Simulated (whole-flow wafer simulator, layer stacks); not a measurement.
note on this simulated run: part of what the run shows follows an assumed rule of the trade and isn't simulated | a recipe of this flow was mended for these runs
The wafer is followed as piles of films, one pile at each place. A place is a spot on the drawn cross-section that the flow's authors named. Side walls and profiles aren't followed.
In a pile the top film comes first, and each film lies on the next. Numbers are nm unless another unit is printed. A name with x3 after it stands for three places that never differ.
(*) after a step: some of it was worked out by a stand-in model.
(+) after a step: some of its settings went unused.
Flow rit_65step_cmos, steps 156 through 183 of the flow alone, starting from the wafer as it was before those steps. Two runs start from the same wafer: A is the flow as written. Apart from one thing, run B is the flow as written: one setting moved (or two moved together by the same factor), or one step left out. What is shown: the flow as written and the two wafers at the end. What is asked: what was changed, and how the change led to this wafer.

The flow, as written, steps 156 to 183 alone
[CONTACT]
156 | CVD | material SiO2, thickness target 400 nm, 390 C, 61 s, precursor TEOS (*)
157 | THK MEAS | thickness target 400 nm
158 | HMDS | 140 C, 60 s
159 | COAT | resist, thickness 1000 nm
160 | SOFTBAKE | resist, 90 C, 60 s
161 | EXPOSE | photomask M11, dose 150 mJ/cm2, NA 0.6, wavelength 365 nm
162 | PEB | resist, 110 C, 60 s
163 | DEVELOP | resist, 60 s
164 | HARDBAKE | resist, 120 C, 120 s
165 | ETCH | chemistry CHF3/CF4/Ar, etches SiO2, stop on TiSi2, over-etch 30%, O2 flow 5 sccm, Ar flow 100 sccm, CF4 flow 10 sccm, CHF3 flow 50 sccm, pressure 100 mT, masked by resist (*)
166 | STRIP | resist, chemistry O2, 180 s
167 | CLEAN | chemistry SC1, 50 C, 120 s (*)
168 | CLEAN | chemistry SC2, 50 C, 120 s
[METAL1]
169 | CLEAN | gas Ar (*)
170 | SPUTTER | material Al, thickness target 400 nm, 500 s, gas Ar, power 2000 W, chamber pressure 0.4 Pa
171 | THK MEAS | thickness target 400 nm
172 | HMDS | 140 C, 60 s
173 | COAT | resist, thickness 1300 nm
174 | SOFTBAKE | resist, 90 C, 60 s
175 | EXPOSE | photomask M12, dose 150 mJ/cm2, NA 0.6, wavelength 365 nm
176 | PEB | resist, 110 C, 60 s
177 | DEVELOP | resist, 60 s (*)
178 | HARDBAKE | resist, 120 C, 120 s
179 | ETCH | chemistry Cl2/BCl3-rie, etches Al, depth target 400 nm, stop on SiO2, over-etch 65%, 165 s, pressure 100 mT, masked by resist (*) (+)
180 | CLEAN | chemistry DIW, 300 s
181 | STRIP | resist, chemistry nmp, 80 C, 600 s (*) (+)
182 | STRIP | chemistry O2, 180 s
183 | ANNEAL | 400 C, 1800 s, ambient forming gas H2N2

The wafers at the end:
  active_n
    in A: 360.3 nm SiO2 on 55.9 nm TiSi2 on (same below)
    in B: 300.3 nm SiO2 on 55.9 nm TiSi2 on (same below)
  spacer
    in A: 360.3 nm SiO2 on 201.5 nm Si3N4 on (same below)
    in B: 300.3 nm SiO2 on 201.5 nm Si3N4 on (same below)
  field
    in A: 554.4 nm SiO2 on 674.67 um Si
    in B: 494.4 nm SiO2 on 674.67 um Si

What caused this: step 156, CVD: thickness target 340 nm was run, whereas the flow has thickness target 400 nm; step 156, CVD: 52 s was run, where the flow has 61 s.

The path from the change to this, step by step:
  156 | CVD | material SiO2, thickness target 400 nm, 390 C, 61 s, precursor TEOS (*)
      active_n, active_p, gate_n and 7 more: A SiO2 gains 400 (new film) | B SiO2 gains 340 (new film)
      field, field_pw, field_nw, field_p: A SiO2 gains 400 | B SiO2 gains 340
  165 | ETCH | chemistry CHF3/CF4/Ar, etches SiO2, stop on TiSi2, over-etch 30%, O2 flow 5 sccm, Ar flow 100 sccm, CF4 flow 10 sccm, CHF3 flow 50 sccm, pressure 100 mT, masked by resist (*)
      field, field_pw, field_nw and 10 more: A resist loses 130 | B resist loses 110.5
      contact: A SiO2 loses 400 (all of it), TiSi2 loses 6 | B SiO2 loses 340 (all of it), TiSi2 loses 9
  166 | STRIP | resist, chemistry O2, 180 s
      active_n, active_p: A resist loses 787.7 (all of it) | B resist loses 806.9 (all of it)
      field: A resist loses 847 (all of it) | B resist loses 866.4 (all of it)
      (as well as at 10 more places)
  170 | SPUTTER | material Al, thickness target 400 nm, 500 s, gas Ar, power 2000 W, chamber pressure 0.4 Pa
      contact: A Al gains 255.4 (new film) | B Al gains 273.1 (new film)
  173 | COAT | resist, thickness 1300 nm
      contact: A resist gains 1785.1 (new film) | B resist gains 1720.5 (new film)
  176 | PEB | resist, 110 C, 60 s
      contact: A resist loses 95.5 | B resist loses 91.8
  178 | HARDBAKE | resist, 120 C, 120 s
      contact: A resist loses 62.1 | B resist loses 59.6
  181 | STRIP | resist, chemistry nmp, 80 C, 600 s (*) (+)
      contact: A resist loses 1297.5 (all of it) | B resist loses 1239 (all of it)
